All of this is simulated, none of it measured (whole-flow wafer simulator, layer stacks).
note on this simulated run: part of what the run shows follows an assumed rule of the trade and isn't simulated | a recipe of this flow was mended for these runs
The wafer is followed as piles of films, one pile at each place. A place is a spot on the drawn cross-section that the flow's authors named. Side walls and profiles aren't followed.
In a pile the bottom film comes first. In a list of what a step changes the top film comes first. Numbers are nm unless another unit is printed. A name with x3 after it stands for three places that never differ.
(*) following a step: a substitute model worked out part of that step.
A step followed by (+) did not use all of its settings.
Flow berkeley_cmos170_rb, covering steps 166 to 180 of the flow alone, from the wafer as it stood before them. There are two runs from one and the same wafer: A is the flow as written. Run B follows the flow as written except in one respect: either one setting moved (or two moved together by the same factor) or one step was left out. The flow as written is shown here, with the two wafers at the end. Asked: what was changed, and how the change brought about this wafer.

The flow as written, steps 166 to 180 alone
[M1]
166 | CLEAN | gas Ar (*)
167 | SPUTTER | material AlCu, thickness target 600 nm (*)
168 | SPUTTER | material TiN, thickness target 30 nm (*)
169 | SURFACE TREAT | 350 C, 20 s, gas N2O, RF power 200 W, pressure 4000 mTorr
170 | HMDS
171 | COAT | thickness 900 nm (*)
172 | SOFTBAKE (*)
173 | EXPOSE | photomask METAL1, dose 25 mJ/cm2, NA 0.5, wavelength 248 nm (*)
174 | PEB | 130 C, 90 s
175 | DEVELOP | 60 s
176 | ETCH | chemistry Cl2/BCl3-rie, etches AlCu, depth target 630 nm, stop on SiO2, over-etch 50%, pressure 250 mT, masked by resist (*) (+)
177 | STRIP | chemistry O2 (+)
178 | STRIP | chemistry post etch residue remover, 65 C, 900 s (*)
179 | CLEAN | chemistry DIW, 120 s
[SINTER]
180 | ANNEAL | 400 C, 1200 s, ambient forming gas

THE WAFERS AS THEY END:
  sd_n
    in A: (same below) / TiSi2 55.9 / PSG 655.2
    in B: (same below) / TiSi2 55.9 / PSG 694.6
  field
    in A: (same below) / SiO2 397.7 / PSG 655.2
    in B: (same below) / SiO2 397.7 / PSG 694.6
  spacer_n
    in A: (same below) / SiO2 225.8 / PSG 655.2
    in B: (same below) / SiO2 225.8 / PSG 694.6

Cause: step 176, ETCH: depth target 420 nm was run, while the flow as written has depth target 630 nm.

Step by step, how the change led to this:
  176 | ETCH | chemistry Cl2/BCl3-rie, etches AlCu, depth target 630 nm, stop on SiO2, over-etch 50%, pressure 250 mT, masked by resist (*) (+)
      field, sd_n, spacer_n, gate, spacer_p, gate_p: A TiN loses 30 (all of it), AlCu loses 600 (all of it), PSG loses 39.4 | B TiN loses 30 (all of it), AlCu loses 600 (all of it)
      contact, m1: A KrF-resist loses 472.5 | B KrF-resist loses 315
      (as well as at 1 more place)
  177 | STRIP | chemistry O2 (+)
      contact: A KrF-resist loses 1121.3 (all of it) | B KrF-resist loses 1278.8 (all of it)
      m1: A KrF-resist loses 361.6 (all of it) | B KrF-resist loses 519.1 (all of it)
